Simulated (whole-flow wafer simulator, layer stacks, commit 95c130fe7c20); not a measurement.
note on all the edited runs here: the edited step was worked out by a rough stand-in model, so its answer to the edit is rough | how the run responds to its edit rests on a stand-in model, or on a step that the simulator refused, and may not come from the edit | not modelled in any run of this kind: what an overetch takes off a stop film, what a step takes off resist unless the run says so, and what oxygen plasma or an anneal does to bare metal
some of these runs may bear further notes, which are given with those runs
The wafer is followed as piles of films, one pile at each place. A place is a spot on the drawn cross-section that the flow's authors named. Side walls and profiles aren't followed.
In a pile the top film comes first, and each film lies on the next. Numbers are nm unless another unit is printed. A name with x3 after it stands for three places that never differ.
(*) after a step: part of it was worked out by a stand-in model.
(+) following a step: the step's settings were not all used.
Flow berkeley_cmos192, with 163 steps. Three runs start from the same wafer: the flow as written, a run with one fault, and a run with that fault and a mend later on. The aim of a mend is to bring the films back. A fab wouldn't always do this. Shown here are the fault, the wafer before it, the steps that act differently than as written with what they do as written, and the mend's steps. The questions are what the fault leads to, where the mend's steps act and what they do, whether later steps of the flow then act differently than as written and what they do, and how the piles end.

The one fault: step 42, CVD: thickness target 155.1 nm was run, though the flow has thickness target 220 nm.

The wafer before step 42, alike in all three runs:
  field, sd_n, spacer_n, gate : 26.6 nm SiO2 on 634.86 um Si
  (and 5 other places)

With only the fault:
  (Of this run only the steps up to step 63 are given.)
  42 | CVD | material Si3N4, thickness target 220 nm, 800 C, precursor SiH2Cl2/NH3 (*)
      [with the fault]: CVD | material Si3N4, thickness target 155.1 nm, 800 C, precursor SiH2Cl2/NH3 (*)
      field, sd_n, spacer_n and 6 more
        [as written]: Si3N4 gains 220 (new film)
        [with the fault]: Si3N4 gains 155.1 (new film)
  Steps further on in the flow that do not act as written (not shown: 2 more steps that differ only slightly, by at most 2% or 0.5 nm, whichever is larger):
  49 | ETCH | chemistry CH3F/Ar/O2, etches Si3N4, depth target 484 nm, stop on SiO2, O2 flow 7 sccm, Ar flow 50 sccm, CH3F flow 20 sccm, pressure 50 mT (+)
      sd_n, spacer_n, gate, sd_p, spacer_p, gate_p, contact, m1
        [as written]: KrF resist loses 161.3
        [with the fault]: KrF resist loses 118.1
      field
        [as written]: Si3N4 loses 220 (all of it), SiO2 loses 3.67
        [with the fault]: Si3N4 loses 155.1 (all of it), SiO2 loses 3.67
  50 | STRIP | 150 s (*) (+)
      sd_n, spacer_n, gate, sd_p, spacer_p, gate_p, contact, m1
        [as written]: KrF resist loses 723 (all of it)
        [with the fault]: KrF resist loses 766.3 (all of it)
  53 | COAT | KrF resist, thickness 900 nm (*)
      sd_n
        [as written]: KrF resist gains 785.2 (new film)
        [with the fault]: KrF resist gains 818.3 (new film)
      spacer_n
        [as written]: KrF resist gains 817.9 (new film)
        [with the fault]: KrF resist gains 840.9 (new film)
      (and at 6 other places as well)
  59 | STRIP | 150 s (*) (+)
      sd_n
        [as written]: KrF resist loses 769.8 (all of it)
        [with the fault]: KrF resist loses 802.8 (all of it)
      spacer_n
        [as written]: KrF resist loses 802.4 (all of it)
        [with the fault]: KrF resist loses 825.4 (all of it)
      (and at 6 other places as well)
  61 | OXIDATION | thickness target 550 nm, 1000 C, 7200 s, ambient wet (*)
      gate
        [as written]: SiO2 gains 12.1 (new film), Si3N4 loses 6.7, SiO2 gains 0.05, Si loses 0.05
        [with the fault]: SiO2 gains 12.1 (new film), Si3N4 loses 6.7
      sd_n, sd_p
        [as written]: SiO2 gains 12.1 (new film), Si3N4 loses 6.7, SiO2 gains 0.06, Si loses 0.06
        [with the fault]: SiO2 gains 12.1 (new film), Si3N4 loses 6.7, SiO2 gains 1.32, Si loses 0.58
  Once step 63 is done, the piles at sd_n, spacer_n, gate, sd_p, spacer_p, gate_p, contact, m1 depart from the flow's by more than 2% or 0.5 nm, whichever is larger.
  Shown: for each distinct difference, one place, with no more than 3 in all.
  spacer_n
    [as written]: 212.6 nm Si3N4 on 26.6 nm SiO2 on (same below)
    [with the fault]: 147.7 nm Si3N4 on 26.6 nm SiO2 on (same below)
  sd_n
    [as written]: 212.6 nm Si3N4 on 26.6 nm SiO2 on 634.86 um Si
    [with the fault]: 147.7 nm Si3N4 on 27.9 nm SiO2 on 634.86 um Si
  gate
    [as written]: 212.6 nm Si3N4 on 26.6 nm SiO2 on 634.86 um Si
    [with the fault]: 147.7 nm Si3N4 on 26.6 nm SiO2 on 634.86 um Si

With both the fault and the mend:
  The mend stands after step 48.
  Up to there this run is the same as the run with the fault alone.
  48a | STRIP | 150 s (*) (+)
      sd_n, spacer_n, gate, sd_p, spacer_p, gate_p, contact, m1
        KrF resist loses 884.4 (all of it)
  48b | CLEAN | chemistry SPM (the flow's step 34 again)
      does not change any film at any place that is followed
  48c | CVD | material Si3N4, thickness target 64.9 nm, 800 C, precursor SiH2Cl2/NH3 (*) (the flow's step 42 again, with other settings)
      field, sd_n, spacer_n and 6 more
        Si3N4 gains 64.9
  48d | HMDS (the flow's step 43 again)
      does not change any film at any place that is followed
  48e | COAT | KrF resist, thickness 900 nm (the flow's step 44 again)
      field, sd_n, spacer_n and 6 more
        KrF resist gains 900 (new film)
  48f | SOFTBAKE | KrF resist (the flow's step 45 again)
      does not change any film at any place that is followed
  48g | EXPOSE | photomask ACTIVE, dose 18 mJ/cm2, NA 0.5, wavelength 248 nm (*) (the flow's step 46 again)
      does not change any film at any place that is followed
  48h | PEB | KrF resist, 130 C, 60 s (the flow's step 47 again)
      field, sd_n, spacer_n and 6 more
        KrF resist loses 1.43
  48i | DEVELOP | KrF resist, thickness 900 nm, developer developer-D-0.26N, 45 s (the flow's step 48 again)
      sd_n, spacer_n, gate, sd_p, spacer_p, gate_p, contact, m1
        KrF resist loses 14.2
      field
        KrF resist loses 898.6 (all of it)
  Later steps of the flow that are run all act as written at every place that is followed.
  At every place that both follow, the piles at the end match the flow's.
